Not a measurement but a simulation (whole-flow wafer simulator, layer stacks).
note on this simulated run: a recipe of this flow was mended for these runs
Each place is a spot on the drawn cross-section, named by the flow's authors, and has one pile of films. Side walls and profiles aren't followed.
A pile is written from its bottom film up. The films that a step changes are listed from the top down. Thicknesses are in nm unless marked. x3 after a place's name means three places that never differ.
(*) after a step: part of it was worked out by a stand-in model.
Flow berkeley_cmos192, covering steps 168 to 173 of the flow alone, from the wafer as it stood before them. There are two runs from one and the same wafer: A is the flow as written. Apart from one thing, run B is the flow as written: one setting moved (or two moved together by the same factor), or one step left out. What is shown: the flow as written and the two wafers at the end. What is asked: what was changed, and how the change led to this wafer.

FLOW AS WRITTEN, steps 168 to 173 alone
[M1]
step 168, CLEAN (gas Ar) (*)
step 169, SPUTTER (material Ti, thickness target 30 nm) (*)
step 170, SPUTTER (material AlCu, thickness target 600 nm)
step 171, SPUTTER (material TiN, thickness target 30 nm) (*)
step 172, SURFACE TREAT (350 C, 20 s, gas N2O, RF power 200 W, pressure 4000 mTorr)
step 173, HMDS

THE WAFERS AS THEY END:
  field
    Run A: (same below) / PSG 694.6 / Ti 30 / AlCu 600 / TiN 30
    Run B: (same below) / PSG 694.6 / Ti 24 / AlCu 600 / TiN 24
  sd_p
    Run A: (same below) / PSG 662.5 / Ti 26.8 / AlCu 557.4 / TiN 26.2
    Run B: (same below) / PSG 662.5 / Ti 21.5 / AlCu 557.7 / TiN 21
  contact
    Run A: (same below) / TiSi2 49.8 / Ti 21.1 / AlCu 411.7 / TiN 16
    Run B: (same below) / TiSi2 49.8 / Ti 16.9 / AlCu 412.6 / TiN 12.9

The reason: step 169, SPUTTER: thickness target 24 nm was run, though the flow has thickness target 30 nm; step 171, SPUTTER: thickness target 24 nm was run, where the flow has thickness target 30 nm.
One can read it off the wafer: field has Ti 24, and step 169 as written asks for 30 nm.

How this came from the change, step by step:
  step 169, SPUTTER (material Ti, thickness target 30 nm) (*)
      field, sd_n, spacer_n, gate, spacer_p, gate_p, m1: A +30 Ti (new film) | B +24 Ti (new film)
      sd_p: A +26.8 Ti (new film) | B +21.5 Ti (new film)
      (also at 1 further place)
  step 171, SPUTTER (material TiN, thickness target 30 nm) (*)
      field, sd_n, spacer_n, gate, spacer_p, gate_p, m1: A +30 TiN (new film) | B +24 TiN (new film)
      sd_p: A +26.2 TiN (new film) | B +21 TiN (new film)
      (also at 1 further place)
